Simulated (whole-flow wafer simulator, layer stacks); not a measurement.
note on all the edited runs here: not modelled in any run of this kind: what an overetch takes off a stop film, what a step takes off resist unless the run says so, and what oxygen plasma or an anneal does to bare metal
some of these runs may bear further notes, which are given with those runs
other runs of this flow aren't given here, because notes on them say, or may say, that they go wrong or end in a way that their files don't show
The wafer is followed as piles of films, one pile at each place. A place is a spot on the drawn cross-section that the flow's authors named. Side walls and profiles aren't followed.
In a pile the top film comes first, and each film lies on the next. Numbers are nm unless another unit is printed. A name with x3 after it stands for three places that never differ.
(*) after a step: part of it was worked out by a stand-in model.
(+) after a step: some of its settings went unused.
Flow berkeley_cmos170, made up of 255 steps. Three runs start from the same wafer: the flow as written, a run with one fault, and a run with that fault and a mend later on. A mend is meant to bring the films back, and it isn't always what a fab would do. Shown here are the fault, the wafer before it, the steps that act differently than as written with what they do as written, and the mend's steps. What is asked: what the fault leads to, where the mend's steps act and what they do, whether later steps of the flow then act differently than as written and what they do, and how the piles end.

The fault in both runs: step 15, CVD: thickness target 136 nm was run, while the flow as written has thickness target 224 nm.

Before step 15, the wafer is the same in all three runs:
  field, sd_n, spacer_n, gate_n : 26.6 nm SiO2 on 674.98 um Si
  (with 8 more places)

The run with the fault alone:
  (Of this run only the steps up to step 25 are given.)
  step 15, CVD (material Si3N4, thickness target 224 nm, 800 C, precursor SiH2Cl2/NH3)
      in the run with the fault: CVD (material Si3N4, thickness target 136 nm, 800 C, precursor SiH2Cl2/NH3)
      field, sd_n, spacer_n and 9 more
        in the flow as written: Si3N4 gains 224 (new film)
        in the run with the fault: Si3N4 gains 136 (new film)
  Steps further on in the flow that do not act as written:
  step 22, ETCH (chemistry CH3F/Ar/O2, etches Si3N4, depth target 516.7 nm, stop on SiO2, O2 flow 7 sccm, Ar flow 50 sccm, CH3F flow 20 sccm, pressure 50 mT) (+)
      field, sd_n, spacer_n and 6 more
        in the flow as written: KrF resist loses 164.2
        in the run with the fault: KrF resist loses 105.6
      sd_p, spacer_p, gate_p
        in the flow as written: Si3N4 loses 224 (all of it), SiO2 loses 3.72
        in the run with the fault: Si3N4 loses 136 (all of it), SiO2 loses 3.72
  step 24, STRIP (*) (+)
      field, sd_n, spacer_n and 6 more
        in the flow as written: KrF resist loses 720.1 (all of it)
        in the run with the fault: KrF resist loses 778.8 (all of it)
  Once step 25 is done, the piles at field, sd_n, spacer_n and 6 more depart from the flow's by more than 2% or 0.5 nm, whichever is larger.
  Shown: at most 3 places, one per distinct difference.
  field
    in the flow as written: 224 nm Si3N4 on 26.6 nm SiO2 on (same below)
    in the run with the fault: 136 nm Si3N4 on 26.6 nm SiO2 on (same below)

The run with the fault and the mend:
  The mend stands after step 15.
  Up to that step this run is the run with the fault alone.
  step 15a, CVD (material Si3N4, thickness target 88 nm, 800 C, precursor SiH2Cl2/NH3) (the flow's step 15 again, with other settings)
      field, sd_n, spacer_n and 9 more
        Si3N4 gains 88
  Every later step of the flow that is run acts as written at every place that is followed.
  By the end, the piles equal the flow's at every place that both follow.
